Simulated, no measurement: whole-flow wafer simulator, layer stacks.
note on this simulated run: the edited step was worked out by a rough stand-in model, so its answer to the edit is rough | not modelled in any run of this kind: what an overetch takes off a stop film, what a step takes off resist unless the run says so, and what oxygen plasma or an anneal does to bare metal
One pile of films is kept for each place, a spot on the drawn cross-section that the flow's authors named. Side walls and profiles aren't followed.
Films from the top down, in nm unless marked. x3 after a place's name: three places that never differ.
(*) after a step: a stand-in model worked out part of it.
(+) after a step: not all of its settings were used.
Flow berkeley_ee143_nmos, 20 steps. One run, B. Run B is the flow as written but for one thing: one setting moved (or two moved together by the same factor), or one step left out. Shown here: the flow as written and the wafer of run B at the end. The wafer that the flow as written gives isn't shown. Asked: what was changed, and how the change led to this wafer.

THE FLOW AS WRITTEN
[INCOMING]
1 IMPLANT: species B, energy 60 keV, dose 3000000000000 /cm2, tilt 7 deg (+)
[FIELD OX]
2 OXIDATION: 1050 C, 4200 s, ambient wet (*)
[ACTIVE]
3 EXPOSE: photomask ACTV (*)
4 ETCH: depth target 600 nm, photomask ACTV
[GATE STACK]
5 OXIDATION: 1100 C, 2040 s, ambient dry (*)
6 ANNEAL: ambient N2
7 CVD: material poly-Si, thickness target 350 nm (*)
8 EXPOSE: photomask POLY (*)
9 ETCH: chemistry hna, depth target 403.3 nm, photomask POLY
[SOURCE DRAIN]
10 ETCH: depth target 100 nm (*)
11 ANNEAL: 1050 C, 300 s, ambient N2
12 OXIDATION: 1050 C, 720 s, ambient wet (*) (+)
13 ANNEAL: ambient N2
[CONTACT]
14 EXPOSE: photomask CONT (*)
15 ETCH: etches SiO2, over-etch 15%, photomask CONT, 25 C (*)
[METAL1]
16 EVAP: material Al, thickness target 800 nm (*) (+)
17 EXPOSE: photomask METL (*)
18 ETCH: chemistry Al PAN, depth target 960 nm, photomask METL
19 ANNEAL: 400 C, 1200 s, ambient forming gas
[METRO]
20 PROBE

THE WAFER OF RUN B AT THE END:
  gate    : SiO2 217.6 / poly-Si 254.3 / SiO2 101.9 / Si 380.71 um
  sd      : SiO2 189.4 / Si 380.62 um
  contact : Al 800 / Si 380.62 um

The cause: step 5, OXIDATION: 3060 s was run, where the flow has 2040 s.

How the change led to this, step by step:
  5 OXIDATION: 1100 C, 2040 s, ambient dry (*)
      gate, sd, contact: SiO2 +101.9 (new film), Si -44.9 (as written it would be: SiO2 +79.7 (new film), Si -35.1)
      field: SiO2 +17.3, Si -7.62 (as written it would be: SiO2 +11.6, Si -5.1)
  10 ETCH: depth target 100 nm (*)
      sd, contact: SiO2 -100 (as written it would be: SiO2 -79.7 (all of it))
  12 OXIDATION: 1050 C, 720 s, ambient wet (*) (+)
      sd, contact: SiO2 +187.5, Si -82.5 (as written it would be: SiO2 +189.4 (new film), Si -83.4)
